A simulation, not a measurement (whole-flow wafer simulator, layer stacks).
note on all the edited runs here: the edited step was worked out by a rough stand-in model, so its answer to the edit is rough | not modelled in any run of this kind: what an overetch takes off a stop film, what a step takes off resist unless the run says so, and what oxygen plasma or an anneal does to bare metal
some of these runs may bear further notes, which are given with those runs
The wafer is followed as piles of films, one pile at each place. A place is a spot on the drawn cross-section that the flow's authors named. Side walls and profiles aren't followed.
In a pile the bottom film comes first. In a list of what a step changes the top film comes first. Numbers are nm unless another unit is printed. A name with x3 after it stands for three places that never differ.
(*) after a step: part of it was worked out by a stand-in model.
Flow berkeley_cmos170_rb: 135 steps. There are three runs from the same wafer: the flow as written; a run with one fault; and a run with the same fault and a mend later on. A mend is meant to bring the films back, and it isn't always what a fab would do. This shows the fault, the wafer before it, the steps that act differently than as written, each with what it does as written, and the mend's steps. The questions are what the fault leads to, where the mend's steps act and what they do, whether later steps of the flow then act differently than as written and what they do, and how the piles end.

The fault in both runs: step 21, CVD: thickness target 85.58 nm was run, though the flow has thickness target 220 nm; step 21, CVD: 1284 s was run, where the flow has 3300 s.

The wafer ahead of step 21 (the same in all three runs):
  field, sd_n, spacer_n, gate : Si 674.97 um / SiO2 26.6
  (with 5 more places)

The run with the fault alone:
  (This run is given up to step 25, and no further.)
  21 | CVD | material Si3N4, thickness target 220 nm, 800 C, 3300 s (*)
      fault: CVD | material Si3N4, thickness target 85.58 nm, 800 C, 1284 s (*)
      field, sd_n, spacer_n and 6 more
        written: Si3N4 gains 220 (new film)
        fault: Si3N4 gains 85.6 (new film)
  Every later step of the flow up to step 25 that is run acts as written at every place that is followed.
  Once step 25 is done, the piles at field, sd_n, spacer_n and 6 more depart from the flow's by more than 2% or 0.5 nm, whichever is larger.
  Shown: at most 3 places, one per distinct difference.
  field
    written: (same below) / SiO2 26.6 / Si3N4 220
    fault: (same below) / SiO2 26.6 / Si3N4 85.6
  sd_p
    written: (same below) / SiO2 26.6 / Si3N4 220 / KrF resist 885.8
    fault: (same below) / SiO2 26.6 / Si3N4 85.6 / KrF resist 885.8

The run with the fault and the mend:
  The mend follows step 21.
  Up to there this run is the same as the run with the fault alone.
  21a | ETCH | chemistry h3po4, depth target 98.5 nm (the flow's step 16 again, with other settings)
      field, sd_n, spacer_n and 6 more
        Si3N4 loses 85.6 (all of it)
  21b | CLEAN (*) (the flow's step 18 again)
      alters no film at any place that is followed
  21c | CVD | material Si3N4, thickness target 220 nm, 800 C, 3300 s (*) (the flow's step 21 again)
      field, sd_n, spacer_n and 6 more
        Si3N4 gains 220 (new film)
  Every later step of the flow that is run acts as written at every place that is followed.
  By the end, the piles equal the flow's at every place that both follow.
